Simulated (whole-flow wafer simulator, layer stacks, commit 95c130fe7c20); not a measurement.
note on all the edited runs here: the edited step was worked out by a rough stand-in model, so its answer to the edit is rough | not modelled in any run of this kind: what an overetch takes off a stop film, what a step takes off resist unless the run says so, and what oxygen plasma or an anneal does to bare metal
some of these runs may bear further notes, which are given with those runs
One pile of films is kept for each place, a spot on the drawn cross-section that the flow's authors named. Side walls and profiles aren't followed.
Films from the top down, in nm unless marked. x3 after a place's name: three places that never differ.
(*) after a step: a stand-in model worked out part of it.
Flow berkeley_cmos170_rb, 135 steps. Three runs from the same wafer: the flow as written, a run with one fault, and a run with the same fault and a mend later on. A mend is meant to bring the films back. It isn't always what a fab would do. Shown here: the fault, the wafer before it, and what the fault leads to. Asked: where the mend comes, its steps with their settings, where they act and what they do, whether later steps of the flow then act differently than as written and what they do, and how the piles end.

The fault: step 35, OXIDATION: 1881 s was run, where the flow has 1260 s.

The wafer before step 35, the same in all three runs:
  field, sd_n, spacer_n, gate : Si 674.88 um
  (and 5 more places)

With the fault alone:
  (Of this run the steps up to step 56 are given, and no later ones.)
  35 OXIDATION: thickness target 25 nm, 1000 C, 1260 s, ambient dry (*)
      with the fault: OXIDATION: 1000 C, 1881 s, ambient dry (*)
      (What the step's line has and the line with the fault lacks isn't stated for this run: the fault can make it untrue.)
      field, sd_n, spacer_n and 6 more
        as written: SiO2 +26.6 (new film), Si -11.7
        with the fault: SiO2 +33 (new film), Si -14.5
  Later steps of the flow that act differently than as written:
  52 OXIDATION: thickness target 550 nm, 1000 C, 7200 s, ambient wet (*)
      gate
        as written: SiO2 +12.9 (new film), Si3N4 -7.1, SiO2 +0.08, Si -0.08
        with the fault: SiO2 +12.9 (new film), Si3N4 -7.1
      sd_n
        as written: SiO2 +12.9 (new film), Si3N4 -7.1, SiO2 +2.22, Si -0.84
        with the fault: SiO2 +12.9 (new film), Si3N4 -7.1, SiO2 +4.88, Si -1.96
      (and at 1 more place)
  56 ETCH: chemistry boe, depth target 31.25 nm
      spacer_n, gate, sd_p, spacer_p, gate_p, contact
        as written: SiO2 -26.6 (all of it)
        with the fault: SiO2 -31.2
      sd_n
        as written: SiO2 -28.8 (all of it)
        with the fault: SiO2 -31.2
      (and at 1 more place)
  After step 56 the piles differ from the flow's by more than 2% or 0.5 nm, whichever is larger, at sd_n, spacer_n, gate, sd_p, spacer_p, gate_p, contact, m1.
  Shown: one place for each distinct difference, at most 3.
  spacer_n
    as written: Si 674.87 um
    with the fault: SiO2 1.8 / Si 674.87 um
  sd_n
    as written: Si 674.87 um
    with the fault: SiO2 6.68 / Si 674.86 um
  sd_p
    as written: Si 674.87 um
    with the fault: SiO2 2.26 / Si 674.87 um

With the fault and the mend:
  The mend comes after step 36.
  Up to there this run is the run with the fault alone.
  36a WET ETCH: chemistry hf, depth target 6.495 nm
      field, sd_n, spacer_n and 6 more
        SiO2 -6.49
  No later step of the flow acts differently than as written, at any place that is followed, by more than 2% or 0.5 nm, whichever is larger.
  At the end the piles differ from the flow's only slightly at the places that both follow, by at most 2% or 0.5 nm, whichever is larger.
